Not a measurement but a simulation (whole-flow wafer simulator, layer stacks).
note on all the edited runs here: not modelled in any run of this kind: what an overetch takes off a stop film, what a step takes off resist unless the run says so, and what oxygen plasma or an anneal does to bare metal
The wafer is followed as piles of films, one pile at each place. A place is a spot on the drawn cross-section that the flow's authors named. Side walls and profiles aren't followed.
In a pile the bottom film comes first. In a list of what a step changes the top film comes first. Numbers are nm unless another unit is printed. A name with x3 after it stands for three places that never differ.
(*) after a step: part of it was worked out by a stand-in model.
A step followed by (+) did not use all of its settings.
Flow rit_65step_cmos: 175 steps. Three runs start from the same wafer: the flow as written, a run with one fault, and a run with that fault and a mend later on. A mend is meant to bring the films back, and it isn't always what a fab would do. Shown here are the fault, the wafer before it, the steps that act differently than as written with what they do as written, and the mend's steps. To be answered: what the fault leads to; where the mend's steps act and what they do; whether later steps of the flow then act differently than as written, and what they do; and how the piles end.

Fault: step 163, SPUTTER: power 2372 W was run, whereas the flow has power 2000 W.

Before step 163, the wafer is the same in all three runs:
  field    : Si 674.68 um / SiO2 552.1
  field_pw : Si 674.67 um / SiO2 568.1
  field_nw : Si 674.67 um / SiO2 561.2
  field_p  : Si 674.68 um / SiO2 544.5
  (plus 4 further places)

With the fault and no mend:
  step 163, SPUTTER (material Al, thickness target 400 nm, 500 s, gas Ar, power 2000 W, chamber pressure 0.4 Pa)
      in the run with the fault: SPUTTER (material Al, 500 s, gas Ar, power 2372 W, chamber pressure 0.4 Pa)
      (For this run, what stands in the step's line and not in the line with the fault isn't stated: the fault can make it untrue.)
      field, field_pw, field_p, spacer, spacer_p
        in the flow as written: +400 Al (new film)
        in the run with the fault: +474.4 Al (new film)
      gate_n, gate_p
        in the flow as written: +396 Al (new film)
        in the run with the fault: +465.7 Al (new film)
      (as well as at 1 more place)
  Later steps of the flow acting differently than as written (not shown: 3 more steps that differ only slightly, by at most 2% or 0.5 nm, whichever is larger):
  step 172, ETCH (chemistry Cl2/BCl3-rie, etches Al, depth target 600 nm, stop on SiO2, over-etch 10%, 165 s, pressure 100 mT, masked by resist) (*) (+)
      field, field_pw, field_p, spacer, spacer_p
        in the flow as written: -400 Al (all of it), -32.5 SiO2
        in the run with the fault: -474.4 Al (all of it), -23.2 SiO2
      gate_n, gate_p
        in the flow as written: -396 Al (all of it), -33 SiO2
        in the run with the fault: -465.7 Al (all of it), -24.3 SiO2
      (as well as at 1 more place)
  At gate_n, gate_p, spacer, spacer_p, the piles at the end differ from the flow's by more than 2% or 0.5 nm, whichever is larger.
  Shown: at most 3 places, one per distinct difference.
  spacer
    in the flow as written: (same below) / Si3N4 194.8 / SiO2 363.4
    in the run with the fault: (same below) / Si3N4 194.8 / SiO2 372.7
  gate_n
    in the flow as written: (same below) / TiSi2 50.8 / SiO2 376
    in the run with the fault: (same below) / TiSi2 50.8 / SiO2 384.7
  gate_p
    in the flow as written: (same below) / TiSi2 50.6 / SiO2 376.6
    in the run with the fault: (same below) / TiSi2 50.6 / SiO2 385.3

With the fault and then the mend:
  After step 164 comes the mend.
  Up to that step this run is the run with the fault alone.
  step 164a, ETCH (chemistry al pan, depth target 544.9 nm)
      field, field_pw, field_nw, field_p, spacer, spacer_p
        -474.4 Al (all of it)
      gate_n, gate_p
        -465.7 Al (all of it)
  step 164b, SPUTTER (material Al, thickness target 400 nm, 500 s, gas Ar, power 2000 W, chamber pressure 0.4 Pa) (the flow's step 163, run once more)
      field, field_pw, field_p, spacer, spacer_p
        +400 Al (new film)
      gate_n, gate_p
        +396 Al (new film)
      field_nw
        +397.2 Al (new film)
  Later steps of the flow that are run all act as written at every place that is followed.
  At every place that both follow, the piles at the end match the flow's.
